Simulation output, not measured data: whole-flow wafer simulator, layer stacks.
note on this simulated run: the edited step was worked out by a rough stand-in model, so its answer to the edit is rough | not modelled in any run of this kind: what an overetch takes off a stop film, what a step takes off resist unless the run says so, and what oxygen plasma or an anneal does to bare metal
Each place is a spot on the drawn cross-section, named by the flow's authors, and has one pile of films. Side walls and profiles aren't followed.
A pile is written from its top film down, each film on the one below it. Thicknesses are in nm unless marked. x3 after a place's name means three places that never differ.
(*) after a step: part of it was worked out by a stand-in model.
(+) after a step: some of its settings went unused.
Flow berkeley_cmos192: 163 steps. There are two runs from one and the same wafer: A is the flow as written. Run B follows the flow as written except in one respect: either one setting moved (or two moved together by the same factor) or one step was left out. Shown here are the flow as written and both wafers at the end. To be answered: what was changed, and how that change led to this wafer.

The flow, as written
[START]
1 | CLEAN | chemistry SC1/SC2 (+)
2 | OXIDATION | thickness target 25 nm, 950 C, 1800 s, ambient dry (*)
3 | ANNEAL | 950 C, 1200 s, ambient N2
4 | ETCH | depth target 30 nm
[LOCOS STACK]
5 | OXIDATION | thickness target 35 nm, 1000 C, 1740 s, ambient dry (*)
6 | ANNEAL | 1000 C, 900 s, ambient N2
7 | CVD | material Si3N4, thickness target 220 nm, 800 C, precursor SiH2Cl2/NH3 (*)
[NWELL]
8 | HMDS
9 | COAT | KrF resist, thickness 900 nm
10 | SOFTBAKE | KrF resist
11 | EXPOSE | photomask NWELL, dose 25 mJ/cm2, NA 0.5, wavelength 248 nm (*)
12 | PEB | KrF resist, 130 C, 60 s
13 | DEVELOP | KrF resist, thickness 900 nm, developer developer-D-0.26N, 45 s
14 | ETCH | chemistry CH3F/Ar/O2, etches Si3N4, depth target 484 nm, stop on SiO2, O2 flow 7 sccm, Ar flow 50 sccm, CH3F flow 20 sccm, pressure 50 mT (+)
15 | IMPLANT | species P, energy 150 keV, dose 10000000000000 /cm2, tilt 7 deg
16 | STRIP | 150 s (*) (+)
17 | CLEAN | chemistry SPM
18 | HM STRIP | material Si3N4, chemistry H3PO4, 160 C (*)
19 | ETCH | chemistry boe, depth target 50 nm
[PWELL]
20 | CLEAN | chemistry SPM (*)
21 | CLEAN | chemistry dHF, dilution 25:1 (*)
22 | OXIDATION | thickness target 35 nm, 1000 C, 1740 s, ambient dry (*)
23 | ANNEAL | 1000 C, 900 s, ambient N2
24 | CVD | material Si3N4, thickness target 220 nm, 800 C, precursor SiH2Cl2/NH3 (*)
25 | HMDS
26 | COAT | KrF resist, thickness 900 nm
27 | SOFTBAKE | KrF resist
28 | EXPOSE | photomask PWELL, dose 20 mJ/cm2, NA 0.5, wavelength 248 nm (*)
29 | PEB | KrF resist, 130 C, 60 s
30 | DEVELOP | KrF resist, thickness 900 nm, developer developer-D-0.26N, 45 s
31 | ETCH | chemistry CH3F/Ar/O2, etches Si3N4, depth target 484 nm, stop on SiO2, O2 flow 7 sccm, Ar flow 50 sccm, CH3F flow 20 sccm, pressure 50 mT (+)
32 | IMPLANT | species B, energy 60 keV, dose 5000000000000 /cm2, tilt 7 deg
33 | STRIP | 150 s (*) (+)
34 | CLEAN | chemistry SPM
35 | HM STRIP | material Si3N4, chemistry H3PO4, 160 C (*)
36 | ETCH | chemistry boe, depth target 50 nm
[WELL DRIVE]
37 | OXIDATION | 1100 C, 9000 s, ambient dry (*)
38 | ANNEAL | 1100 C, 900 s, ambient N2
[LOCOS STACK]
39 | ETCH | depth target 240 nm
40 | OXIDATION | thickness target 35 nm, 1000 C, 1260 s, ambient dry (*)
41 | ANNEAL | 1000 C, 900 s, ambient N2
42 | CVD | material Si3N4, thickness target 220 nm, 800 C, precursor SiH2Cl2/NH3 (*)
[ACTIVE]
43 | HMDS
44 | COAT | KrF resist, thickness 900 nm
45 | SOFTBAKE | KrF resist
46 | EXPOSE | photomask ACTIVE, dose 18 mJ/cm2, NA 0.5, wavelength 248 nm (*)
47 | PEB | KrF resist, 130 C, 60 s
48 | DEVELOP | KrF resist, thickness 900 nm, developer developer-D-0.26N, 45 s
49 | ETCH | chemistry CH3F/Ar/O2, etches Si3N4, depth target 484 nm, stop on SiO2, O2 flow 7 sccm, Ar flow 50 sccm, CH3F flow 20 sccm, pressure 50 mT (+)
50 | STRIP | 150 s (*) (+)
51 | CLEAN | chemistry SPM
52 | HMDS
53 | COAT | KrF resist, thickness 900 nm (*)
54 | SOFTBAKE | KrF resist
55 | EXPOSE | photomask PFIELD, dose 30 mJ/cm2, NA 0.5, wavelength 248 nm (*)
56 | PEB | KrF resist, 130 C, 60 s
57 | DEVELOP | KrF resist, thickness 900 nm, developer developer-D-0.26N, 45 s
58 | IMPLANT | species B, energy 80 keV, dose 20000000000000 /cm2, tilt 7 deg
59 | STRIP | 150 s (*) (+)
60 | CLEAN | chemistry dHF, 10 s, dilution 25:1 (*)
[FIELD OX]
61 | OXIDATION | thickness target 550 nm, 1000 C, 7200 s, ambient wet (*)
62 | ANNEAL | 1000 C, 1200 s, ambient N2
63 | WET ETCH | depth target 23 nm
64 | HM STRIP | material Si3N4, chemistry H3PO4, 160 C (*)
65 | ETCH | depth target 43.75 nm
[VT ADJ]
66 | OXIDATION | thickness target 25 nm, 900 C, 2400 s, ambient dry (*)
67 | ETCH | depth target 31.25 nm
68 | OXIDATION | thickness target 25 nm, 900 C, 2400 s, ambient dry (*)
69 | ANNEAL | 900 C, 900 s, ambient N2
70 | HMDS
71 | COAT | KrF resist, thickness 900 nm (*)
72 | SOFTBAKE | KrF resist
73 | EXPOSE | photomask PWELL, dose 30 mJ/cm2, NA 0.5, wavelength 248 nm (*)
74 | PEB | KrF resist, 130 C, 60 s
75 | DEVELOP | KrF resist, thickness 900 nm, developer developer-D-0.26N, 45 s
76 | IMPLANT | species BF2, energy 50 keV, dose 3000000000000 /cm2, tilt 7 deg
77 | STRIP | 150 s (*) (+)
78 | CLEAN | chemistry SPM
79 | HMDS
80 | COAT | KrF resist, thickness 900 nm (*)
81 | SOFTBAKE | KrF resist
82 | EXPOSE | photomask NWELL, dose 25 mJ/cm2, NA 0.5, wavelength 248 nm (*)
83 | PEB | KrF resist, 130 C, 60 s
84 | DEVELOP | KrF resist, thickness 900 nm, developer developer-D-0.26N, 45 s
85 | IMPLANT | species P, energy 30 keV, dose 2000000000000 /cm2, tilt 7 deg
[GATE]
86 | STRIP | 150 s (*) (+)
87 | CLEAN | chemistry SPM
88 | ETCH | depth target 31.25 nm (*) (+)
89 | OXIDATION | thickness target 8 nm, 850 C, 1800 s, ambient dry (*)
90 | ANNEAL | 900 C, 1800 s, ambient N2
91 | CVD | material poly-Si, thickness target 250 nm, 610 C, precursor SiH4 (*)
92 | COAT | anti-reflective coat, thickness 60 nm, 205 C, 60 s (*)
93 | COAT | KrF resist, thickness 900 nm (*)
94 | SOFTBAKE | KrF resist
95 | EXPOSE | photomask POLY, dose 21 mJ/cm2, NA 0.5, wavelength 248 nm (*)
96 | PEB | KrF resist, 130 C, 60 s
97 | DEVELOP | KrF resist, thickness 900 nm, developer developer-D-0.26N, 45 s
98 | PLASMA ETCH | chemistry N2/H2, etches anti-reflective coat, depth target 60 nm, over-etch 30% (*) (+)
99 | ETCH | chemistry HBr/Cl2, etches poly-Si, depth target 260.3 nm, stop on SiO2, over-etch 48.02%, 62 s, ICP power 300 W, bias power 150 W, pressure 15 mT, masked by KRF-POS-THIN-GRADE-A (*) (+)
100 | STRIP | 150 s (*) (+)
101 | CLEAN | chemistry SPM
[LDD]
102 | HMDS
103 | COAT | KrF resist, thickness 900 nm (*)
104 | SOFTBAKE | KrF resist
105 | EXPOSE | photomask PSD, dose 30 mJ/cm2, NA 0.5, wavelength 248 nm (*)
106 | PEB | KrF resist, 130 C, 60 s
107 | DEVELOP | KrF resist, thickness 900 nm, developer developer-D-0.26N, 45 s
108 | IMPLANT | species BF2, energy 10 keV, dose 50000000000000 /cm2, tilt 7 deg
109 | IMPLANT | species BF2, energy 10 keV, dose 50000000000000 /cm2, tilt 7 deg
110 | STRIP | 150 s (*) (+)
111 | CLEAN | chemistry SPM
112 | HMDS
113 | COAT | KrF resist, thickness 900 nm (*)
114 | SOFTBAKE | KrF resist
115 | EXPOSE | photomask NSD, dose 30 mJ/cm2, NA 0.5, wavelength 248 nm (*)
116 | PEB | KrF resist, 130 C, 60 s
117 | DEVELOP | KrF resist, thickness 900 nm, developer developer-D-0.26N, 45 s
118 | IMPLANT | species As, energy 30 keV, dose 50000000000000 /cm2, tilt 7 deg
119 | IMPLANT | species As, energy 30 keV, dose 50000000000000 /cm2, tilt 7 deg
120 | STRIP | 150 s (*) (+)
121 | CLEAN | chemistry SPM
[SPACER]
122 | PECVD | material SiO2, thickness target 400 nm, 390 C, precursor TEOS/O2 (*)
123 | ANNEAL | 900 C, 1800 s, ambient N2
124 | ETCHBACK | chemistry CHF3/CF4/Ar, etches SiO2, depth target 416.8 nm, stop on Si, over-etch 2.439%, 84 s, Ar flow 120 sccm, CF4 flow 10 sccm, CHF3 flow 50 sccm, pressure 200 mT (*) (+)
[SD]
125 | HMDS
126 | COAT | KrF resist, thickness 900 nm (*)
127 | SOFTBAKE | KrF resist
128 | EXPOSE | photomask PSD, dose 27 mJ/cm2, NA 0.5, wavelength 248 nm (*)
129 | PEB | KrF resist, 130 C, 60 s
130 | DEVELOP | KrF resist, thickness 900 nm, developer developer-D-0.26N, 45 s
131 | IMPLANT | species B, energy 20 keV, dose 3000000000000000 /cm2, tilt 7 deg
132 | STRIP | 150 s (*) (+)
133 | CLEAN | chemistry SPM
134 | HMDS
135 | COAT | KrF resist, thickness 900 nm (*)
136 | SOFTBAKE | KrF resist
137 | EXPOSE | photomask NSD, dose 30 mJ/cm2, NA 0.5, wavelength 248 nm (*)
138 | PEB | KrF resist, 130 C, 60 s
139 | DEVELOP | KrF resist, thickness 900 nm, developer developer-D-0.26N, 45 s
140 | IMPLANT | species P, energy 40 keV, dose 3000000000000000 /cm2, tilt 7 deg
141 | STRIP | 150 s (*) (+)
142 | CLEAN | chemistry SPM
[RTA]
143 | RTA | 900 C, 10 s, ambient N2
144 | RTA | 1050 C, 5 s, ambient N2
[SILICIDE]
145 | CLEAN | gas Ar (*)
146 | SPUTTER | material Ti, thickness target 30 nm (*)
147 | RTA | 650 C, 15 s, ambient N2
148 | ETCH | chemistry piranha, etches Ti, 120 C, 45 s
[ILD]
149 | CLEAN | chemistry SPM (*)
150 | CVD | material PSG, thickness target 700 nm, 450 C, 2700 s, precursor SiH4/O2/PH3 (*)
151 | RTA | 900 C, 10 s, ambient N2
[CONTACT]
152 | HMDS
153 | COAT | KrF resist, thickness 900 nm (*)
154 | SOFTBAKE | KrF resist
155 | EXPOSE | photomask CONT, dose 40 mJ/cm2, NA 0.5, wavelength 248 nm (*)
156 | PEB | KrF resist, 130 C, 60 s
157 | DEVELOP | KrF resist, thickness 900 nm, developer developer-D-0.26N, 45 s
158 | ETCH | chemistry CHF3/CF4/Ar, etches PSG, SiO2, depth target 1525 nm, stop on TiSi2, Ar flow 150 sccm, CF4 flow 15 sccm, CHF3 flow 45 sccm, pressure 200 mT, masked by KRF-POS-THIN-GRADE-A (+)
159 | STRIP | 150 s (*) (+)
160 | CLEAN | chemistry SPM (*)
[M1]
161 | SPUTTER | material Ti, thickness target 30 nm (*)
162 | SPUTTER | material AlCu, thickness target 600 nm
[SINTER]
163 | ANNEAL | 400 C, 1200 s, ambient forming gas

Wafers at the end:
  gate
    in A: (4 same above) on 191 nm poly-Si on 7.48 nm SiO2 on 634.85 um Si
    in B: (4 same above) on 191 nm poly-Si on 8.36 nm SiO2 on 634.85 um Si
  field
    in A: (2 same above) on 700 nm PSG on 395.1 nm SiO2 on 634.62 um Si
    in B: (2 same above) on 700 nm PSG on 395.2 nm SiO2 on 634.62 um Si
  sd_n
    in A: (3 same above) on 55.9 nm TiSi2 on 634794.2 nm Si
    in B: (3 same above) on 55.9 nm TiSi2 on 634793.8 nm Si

The reason: step 89, OXIDATION: 2160 s was run, whereas the flow has 1800 s.

How this came from the change, step by step:
  89 | OXIDATION | thickness target 8 nm, 850 C, 1800 s, ambient dry (*)
      sd_n, spacer_n, gate, sd_p, spacer_p, gate_p, contact, m1: A +7.48 SiO2 (new film), -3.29 Si | B +8.36 SiO2 (new film), -3.68 Si
